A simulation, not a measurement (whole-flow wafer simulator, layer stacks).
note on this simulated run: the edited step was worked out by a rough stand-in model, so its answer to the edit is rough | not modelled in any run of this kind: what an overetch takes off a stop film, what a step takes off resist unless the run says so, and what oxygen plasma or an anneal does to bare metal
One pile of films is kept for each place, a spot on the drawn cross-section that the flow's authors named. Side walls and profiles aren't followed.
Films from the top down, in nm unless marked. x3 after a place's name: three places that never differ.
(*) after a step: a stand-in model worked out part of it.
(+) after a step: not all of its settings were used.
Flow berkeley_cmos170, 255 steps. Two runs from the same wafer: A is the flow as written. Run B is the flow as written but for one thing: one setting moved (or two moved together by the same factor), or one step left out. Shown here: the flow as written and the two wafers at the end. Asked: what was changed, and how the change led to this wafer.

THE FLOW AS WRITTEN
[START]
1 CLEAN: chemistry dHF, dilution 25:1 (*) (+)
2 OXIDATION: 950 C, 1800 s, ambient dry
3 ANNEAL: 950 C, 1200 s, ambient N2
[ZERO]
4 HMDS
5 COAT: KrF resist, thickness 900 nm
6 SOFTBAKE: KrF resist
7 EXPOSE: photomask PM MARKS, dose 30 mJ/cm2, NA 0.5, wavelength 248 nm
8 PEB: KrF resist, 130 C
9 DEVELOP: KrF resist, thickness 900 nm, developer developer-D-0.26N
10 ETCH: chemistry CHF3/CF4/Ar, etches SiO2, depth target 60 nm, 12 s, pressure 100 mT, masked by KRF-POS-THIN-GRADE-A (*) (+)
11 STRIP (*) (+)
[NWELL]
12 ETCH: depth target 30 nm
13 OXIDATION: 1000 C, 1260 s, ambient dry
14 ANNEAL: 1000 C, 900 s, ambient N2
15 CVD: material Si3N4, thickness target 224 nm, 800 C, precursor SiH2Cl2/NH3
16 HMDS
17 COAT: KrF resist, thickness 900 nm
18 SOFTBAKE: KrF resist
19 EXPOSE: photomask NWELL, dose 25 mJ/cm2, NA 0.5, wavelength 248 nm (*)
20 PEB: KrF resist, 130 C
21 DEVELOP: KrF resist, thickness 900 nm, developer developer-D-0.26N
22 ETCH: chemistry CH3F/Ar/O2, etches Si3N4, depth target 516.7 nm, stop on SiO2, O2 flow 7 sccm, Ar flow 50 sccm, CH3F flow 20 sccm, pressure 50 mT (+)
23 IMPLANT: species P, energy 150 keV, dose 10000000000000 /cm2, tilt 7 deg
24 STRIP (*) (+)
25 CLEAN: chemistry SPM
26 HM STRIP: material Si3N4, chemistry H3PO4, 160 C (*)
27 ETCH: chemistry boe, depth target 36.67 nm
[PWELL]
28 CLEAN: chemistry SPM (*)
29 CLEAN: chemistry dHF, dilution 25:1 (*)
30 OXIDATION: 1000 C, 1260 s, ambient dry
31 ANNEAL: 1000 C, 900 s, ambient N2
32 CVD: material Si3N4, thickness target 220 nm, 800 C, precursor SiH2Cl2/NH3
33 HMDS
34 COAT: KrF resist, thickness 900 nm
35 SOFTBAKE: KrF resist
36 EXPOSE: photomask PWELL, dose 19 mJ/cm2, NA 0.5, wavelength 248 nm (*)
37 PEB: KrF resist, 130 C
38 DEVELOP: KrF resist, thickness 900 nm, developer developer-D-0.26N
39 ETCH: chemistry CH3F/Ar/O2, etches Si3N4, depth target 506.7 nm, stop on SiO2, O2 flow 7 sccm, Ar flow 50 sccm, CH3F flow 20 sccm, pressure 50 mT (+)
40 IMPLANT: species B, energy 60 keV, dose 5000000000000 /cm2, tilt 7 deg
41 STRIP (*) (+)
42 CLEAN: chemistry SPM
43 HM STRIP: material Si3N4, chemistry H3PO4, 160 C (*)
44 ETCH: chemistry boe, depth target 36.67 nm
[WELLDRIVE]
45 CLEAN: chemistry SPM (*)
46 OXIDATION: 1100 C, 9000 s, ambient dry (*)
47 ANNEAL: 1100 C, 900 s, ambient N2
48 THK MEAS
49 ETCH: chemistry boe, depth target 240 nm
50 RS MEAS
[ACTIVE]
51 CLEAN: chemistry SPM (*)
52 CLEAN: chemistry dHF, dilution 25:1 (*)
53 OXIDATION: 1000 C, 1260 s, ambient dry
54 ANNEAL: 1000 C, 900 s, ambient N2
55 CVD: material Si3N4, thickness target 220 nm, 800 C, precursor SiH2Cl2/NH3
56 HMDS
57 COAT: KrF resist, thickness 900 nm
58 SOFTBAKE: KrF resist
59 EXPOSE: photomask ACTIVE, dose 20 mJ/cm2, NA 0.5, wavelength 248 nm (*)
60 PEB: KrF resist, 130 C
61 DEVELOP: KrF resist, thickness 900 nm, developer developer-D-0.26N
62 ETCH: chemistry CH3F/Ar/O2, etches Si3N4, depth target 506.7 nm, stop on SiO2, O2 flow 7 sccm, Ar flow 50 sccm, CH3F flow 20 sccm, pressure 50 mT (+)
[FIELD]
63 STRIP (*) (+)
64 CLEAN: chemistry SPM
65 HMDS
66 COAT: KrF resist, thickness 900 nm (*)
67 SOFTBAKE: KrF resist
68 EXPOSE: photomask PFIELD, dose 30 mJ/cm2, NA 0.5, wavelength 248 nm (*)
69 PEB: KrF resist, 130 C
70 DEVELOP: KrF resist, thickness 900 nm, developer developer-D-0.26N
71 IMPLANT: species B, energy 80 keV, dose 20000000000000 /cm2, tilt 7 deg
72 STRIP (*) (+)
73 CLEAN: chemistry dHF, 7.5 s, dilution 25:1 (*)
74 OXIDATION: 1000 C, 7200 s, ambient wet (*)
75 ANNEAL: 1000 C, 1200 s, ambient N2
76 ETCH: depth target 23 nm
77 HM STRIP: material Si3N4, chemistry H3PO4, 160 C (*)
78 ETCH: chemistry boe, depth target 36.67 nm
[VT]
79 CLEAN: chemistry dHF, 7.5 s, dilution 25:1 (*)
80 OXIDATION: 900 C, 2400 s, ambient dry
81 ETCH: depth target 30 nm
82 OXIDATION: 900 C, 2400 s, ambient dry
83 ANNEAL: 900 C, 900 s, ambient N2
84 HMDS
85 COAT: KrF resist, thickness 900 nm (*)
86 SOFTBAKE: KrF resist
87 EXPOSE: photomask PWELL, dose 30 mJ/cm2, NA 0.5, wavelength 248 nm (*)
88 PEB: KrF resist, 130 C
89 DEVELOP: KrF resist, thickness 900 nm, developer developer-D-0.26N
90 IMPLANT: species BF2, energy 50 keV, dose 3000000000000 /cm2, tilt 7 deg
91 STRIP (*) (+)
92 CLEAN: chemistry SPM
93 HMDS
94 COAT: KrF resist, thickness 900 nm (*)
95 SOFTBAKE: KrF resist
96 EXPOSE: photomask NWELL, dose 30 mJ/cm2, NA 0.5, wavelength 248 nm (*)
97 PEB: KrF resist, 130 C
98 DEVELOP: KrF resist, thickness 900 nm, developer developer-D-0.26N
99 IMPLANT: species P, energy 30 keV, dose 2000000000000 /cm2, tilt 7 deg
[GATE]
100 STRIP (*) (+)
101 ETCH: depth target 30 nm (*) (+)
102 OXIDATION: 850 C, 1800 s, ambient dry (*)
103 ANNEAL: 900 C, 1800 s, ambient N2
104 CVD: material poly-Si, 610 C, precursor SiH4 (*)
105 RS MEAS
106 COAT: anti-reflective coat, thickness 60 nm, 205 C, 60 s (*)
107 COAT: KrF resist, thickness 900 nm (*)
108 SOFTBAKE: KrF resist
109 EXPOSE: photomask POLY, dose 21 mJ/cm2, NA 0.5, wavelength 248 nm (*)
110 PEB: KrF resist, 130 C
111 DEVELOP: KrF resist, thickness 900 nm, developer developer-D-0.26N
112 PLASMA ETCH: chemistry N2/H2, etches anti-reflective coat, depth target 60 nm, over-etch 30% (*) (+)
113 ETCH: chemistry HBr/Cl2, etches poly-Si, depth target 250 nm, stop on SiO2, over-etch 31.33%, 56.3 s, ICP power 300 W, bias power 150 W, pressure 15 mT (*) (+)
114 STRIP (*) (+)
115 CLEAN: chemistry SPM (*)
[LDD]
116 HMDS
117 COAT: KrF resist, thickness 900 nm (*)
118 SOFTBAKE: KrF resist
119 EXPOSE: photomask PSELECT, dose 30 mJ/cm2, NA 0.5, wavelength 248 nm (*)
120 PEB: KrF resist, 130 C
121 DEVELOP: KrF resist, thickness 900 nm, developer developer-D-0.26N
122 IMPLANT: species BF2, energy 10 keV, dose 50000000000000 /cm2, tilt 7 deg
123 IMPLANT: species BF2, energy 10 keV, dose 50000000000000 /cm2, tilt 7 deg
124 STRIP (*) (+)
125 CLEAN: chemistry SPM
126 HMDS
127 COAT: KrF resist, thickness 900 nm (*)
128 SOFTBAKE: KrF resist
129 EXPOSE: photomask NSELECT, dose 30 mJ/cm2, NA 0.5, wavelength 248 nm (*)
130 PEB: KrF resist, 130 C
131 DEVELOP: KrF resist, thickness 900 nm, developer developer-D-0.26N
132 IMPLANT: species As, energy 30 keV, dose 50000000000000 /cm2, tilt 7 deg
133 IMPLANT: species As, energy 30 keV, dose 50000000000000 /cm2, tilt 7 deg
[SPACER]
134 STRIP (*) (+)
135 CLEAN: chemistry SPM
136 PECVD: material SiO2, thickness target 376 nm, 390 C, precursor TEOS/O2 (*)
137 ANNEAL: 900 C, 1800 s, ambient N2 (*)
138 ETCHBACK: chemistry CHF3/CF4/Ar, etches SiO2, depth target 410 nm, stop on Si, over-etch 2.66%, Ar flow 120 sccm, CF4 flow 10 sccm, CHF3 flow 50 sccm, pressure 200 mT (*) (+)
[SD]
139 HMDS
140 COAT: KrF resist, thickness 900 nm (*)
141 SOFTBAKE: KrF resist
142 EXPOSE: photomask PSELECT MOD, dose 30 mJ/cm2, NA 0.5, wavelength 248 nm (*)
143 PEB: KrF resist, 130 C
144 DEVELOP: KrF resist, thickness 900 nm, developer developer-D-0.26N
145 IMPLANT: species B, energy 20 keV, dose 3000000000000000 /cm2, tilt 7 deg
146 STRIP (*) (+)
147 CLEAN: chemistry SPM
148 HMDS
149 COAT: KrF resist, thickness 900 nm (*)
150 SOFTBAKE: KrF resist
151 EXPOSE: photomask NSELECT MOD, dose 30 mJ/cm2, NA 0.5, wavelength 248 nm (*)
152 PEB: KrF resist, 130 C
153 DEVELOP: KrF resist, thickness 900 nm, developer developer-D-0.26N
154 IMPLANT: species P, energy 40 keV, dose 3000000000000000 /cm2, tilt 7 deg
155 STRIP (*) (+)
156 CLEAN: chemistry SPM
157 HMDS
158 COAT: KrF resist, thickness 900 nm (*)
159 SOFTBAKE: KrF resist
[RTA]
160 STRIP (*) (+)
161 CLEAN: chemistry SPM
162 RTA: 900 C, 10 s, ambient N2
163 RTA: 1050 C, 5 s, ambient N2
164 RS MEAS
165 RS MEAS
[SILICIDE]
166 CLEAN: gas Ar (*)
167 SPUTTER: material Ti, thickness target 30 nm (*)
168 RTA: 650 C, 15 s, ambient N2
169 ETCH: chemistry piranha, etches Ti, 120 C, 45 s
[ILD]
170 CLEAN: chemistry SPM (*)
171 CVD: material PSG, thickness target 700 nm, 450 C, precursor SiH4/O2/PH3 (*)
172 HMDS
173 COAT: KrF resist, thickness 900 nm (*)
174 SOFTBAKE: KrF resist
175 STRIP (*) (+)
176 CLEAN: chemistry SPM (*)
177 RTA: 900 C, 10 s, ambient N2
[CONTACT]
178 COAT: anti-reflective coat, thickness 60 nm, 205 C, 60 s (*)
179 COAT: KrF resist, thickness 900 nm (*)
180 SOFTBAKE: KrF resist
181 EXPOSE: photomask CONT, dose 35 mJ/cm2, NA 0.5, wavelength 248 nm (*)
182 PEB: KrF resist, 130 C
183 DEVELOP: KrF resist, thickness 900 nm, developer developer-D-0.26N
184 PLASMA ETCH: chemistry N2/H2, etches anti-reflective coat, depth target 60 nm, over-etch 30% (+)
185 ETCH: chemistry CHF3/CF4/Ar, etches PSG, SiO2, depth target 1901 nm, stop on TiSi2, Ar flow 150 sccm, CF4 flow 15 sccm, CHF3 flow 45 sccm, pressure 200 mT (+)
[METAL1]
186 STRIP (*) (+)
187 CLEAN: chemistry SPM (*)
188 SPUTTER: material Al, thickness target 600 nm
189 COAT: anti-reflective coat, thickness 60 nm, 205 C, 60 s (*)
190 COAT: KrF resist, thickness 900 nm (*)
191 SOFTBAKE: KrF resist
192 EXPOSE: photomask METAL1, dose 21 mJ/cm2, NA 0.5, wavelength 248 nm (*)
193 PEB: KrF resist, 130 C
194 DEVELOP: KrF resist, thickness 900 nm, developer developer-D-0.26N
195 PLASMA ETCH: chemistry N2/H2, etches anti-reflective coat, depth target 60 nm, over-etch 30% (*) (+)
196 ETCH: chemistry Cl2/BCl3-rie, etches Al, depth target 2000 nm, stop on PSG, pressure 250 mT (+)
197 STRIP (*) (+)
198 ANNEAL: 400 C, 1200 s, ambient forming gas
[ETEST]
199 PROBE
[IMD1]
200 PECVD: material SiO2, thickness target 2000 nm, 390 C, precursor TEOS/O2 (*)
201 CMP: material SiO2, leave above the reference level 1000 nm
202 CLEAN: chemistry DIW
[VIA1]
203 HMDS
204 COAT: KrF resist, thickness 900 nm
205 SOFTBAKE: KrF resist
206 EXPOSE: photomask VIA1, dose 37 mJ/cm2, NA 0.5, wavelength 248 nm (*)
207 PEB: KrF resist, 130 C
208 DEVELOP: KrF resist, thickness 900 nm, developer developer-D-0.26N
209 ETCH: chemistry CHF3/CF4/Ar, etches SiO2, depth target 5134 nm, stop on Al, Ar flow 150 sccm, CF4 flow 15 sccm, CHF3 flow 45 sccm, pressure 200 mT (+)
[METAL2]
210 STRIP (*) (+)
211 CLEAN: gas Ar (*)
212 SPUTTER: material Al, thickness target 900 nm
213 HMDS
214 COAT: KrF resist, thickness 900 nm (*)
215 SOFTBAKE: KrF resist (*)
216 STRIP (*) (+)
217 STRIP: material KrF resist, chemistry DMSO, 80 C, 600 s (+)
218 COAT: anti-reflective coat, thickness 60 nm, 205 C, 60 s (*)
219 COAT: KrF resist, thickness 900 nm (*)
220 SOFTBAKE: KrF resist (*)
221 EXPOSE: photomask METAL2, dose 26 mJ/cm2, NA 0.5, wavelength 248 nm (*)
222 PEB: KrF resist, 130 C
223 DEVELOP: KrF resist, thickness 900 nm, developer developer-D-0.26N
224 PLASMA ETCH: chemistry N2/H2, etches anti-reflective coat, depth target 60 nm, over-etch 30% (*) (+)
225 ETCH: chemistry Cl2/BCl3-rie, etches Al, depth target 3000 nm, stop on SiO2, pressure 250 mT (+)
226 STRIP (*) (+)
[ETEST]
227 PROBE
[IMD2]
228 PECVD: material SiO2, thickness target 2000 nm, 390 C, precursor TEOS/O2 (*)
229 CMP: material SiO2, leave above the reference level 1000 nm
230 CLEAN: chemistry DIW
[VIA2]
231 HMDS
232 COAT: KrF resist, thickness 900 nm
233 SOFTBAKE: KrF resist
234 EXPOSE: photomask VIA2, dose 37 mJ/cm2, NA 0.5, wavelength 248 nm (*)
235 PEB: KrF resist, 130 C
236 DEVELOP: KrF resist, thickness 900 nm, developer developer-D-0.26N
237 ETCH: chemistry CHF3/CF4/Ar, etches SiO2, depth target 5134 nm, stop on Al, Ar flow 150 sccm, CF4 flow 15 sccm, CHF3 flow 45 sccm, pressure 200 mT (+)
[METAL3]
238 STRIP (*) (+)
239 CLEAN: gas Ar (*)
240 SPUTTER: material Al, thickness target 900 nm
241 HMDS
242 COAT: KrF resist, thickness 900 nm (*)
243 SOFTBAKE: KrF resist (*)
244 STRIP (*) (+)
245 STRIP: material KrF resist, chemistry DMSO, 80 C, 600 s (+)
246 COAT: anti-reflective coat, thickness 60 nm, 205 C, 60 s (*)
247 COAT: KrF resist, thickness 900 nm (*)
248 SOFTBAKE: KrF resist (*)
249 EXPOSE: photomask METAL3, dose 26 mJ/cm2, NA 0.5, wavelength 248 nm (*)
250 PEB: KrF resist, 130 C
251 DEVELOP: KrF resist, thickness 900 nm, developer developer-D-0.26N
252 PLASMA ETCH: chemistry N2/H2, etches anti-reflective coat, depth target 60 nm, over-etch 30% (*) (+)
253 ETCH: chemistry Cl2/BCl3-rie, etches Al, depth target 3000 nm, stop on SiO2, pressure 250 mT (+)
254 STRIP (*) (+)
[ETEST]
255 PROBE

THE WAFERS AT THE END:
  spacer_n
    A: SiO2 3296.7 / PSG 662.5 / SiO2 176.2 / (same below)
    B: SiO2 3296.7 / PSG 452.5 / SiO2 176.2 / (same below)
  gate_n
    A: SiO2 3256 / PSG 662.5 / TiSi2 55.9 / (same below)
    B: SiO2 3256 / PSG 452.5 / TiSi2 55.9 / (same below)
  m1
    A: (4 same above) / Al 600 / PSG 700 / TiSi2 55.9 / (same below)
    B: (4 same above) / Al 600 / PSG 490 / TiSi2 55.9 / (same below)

The cause: step 171, CVD: thickness target 490 nm was run, where the flow has thickness target 700 nm.
It can be read off the wafer: m1 has PSG 490, and step 171 as written asks for 700 nm.

How the change led to this, step by step:
  171 CVD: material PSG, thickness target 700 nm, 450 C, precursor SiH4/O2/PH3 (*)
      field, sd_n, spacer_n and 9 more: A PSG +700 (new film) | B PSG +490 (new film)
  178 COAT: anti-reflective coat, thickness 60 nm, 205 C, 60 s (*)
      field: A anti-reflective coat +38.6 (new film) | B anti-reflective coat +37.6 (new film)
      gate_n: A anti-reflective coat +48.3 (new film) | B anti-reflective coat +47.3 (new film)
      (and at 1 more place)
  184 PLASMA ETCH: chemistry N2/H2, etches anti-reflective coat, depth target 60 nm, over-etch 30% (+)
      field, sd_n, spacer_n and 8 more: A KrF resist -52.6 | B KrF resist -51.4
      contact: A anti-reflective coat -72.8 (all of it), PSG -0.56 | B anti-reflective coat -71.1 (all of it), PSG -0.55
  185 ETCH: chemistry CHF3/CF4/Ar, etches PSG, SiO2, depth target 1901 nm, stop on TiSi2, Ar flow 150 sccm, CF4 flow 15 sccm, CHF3 flow 45 sccm, pressure 200 mT (+)
      field, sd_n, spacer_n and 8 more: A KrF resist -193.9 | B KrF resist -141.4
      contact: A PSG -699.4 (all of it), TiSi2 -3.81 | B PSG -489.5 (all of it), TiSi2 -3.81
  186 STRIP (*) (+)
      field: A KrF resist -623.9 (all of it), anti-reflective coat -38.6 (all of it) | B KrF resist -677.4 (all of it), anti-reflective coat -37.6 (all of it)
      sd_n: A KrF resist -643.8 (all of it), anti-reflective coat -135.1 (all of it) | B KrF resist -698.4 (all of it), anti-reflective coat -133 (all of it)
      (and at 9 more places)
  188 SPUTTER: material Al, thickness target 600 nm
      contact: A Al +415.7 (new film) | B Al +471 (new film)
  189 COAT: anti-reflective coat, thickness 60 nm, 205 C, 60 s (*)
      sd_n: A anti-reflective coat +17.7 (new film) | B anti-reflective coat +30.5 (new film)
      gate_n: A anti-reflective coat +48 (new film) | B anti-reflective coat +47 (new film)
      (and at 2 more places)
  190 COAT: KrF resist, thickness 900 nm (*)
      contact: A KrF resist +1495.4 (new film) | B KrF resist +1312 (new film)
  195 PLASMA ETCH: chemistry N2/H2, etches anti-reflective coat, depth target 60 nm, over-etch 30% (*) (+)
      sd_n: A anti-reflective coat -17.7 (all of it) | B anti-reflective coat -30.5 (all of it)
      gate_n: A anti-reflective coat -48 (all of it) | B anti-reflective coat -47 (all of it)
  197 STRIP (*) (+)
      contact: A KrF resist -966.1 (all of it), anti-reflective coat -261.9 (all of it) | B KrF resist -783.6 (all of it), anti-reflective coat -206 (all of it)
      via1: A KrF resist -392.8 (all of it), anti-reflective coat -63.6 (all of it) | B KrF resist -392 (all of it), anti-reflective coat -65.4 (all of it)
  201 CMP: material SiO2, leave above the reference level 1000 nm
      contact: A SiO2 -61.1 | B SiO2 -355.4
